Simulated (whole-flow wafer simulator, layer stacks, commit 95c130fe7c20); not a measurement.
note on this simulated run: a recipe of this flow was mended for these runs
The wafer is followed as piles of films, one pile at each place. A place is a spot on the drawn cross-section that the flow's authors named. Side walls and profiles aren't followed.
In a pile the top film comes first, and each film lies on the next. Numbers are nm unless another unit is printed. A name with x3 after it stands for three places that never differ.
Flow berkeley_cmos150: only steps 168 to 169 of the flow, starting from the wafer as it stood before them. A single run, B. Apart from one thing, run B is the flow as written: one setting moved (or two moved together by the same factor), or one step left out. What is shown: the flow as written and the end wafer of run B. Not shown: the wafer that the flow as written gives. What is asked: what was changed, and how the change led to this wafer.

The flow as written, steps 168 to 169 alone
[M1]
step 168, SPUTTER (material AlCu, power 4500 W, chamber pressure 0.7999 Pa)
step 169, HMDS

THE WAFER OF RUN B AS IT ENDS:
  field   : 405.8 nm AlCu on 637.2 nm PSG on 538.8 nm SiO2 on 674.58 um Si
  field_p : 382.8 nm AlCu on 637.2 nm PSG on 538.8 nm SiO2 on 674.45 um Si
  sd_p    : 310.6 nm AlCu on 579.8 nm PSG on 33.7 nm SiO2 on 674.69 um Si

The reason: step 168, SPUTTER: power 2880 W was run, while the flow as written has power 4500 W.

Step by step, how the change led to this:
  step 168, SPUTTER (material AlCu, power 4500 W, chamber pressure 0.7999 Pa)
      field, sd_n, gate_n, m1: AlCu gains 405.8 (new film) (it would be, as written: AlCu gains 626.1 (new film))
      field_p: AlCu gains 382.8 (new film) (it would be, as written: AlCu gains 619.8 (new film))
      (and at 3 other places as well)
